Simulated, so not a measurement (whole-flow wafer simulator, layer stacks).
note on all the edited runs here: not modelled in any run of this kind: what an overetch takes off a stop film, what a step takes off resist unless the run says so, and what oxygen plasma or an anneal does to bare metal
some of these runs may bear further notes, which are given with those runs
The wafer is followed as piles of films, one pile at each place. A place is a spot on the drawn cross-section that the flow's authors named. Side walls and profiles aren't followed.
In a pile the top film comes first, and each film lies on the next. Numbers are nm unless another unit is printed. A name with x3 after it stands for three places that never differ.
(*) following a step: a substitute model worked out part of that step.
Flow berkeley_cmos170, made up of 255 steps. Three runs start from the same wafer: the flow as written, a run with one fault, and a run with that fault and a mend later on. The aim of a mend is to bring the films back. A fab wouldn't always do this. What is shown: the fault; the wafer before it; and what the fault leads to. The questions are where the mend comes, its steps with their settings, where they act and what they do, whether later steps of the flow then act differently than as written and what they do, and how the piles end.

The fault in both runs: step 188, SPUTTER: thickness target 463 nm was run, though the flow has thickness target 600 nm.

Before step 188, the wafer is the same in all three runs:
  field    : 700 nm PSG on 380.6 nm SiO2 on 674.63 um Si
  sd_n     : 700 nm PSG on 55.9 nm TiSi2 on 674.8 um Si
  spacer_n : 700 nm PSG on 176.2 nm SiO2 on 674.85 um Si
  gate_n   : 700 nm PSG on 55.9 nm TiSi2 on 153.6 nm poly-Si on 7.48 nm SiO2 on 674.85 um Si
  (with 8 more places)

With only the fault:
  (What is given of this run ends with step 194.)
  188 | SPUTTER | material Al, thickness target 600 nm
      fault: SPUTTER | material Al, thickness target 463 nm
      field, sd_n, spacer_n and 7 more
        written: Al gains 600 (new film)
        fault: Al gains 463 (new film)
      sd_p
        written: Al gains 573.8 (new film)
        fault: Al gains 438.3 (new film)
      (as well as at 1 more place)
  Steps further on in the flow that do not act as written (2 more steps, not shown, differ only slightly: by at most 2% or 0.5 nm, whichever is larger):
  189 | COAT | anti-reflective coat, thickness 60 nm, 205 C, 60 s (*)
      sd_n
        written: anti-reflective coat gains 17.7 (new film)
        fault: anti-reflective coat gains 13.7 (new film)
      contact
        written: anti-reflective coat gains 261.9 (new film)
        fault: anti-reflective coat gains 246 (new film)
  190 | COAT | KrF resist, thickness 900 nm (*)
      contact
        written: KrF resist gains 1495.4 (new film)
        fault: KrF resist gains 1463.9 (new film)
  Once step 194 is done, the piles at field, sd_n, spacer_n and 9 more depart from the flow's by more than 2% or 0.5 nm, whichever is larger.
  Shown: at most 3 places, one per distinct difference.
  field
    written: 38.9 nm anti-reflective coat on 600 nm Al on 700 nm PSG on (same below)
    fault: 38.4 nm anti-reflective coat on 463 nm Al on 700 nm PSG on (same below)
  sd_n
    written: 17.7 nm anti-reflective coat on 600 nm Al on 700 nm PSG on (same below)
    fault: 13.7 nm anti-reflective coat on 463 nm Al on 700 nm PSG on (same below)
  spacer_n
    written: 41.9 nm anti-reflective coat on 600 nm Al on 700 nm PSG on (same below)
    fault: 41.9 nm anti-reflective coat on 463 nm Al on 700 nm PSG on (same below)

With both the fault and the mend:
  The mend follows step 188.
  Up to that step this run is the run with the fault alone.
  188a | ETCH | chemistry al pan, depth target 532.2 nm
      field, sd_n, spacer_n and 7 more
        Al loses 463 (all of it)
      sd_p
        Al loses 438.3 (all of it)
      contact
        Al loses 324 (all of it)
  188b | SPUTTER | material Al, thickness target 600 nm (the flow's step 188, run once more)
      field, sd_n, spacer_n and 7 more
        Al gains 600 (new film)
      sd_p
        Al gains 573.8 (new film)
      contact
        Al gains 415.7 (new film)
  None of the later steps of the flow acts differently than as written at any place that is followed.
  By the end, the piles equal the flow's at every place that both follow.
